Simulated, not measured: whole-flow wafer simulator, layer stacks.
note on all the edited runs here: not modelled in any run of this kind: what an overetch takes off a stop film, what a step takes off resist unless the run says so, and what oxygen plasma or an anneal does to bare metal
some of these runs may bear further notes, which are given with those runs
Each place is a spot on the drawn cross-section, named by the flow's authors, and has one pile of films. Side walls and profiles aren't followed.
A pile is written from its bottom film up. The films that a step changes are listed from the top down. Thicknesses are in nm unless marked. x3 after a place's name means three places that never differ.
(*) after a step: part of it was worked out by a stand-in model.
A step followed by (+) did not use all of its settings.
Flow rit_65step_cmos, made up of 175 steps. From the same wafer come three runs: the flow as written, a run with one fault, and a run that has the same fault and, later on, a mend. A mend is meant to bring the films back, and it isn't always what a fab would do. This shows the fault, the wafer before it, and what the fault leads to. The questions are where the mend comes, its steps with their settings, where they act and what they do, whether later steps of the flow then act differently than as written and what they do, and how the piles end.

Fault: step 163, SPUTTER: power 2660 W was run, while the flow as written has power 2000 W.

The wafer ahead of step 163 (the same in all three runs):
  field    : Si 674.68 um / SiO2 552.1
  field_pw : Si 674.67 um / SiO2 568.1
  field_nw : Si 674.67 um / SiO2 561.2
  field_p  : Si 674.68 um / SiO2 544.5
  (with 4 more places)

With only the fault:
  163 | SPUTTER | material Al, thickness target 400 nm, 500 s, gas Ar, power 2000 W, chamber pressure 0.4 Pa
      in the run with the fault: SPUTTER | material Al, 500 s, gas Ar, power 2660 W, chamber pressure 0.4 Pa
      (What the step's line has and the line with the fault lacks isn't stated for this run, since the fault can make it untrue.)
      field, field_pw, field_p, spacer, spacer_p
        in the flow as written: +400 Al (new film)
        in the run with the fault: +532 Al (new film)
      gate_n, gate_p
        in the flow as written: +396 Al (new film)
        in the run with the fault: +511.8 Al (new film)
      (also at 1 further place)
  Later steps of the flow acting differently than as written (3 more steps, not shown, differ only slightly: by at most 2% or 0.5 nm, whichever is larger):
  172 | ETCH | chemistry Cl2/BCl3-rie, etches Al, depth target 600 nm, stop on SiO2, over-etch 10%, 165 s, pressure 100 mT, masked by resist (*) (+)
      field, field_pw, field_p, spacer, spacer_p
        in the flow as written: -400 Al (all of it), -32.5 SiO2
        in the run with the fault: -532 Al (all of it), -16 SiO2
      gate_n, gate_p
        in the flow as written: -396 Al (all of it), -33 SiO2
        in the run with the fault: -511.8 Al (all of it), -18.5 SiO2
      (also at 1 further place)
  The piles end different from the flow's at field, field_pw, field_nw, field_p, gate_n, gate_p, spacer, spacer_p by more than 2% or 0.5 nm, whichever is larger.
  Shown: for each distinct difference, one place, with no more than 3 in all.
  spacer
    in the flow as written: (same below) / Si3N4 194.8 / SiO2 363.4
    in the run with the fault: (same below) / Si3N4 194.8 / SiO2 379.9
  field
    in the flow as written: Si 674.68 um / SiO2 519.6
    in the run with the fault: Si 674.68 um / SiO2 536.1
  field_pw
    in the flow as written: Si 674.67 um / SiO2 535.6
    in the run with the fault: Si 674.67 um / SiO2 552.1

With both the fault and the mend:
  After step 164 comes the mend.
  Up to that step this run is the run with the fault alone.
  164a | ETCH | chemistry al pan, depth target 609 nm
      field, field_pw, field_nw, field_p, spacer, spacer_p
        -532 Al (all of it)
      gate_n, gate_p
        -511.8 Al (all of it)
  164b | SPUTTER | material Al, thickness target 400 nm, 500 s, gas Ar, power 2000 W, chamber pressure 0.4 Pa (the flow's step 163 again)
      field, field_pw, field_p, spacer, spacer_p
        +400 Al (new film)
      gate_n, gate_p
        +396 Al (new film)
      field_nw
        +397.2 Al (new film)
  Later steps of the flow that are run all act as written at every place that is followed.
  By the end, the piles equal the flow's at every place that both follow.
